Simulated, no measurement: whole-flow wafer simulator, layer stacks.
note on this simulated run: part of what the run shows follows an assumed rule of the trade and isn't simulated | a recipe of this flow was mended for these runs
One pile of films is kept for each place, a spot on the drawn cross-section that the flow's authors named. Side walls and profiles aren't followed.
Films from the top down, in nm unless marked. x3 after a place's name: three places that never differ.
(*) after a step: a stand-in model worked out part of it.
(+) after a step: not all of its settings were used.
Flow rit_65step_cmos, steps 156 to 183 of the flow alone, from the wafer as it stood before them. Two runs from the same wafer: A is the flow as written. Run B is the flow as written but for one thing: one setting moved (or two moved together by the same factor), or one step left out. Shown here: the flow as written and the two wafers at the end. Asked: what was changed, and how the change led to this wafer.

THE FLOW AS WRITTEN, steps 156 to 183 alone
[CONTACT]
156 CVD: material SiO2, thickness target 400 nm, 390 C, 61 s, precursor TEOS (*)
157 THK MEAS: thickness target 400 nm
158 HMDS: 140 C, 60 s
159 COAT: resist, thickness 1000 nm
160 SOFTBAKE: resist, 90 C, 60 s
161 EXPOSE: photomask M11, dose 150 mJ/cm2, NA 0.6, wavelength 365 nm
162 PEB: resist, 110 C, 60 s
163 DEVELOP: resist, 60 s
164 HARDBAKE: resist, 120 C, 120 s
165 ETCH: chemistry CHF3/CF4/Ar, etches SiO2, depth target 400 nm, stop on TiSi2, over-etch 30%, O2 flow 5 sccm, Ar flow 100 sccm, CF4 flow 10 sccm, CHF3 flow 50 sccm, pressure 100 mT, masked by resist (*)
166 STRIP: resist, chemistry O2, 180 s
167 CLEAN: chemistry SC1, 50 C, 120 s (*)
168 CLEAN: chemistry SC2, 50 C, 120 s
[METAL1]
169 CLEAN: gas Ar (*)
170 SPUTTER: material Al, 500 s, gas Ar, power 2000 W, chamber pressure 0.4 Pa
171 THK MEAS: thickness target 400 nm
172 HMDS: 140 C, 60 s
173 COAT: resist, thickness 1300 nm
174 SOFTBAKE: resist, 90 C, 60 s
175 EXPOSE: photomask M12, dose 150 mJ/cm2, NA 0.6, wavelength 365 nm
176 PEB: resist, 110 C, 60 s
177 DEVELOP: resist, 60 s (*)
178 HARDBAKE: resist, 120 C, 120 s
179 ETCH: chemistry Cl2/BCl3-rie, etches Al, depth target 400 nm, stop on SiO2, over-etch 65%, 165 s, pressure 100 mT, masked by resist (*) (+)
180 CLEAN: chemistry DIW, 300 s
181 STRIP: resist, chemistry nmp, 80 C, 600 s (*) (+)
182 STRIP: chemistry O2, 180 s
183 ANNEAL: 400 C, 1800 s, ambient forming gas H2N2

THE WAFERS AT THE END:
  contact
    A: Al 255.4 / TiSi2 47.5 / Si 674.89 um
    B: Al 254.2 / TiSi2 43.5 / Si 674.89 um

The cause: step 165, ETCH: depth target 461.5 nm was run, where the flow has depth target 400 nm.

How the change led to this, step by step:
  165 ETCH: chemistry CHF3/CF4/Ar, etches SiO2, depth target 400 nm, stop on TiSi2, over-etch 30%, O2 flow 5 sccm, Ar flow 100 sccm, CF4 flow 10 sccm, CHF3 flow 50 sccm, pressure 100 mT, masked by resist (*)
      field, field_pw, field_nw and 10 more: A resist -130 | B resist -150
      contact: A SiO2 -400 (all of it), TiSi2 -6 | B SiO2 -400 (all of it), TiSi2 -10
  166 STRIP: resist, chemistry O2, 180 s
      active_n, active_p: A resist -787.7 (all of it) | B resist -767.7 (all of it)
      field: A resist -847 (all of it) | B resist -827 (all of it)
      (and at 10 more places)
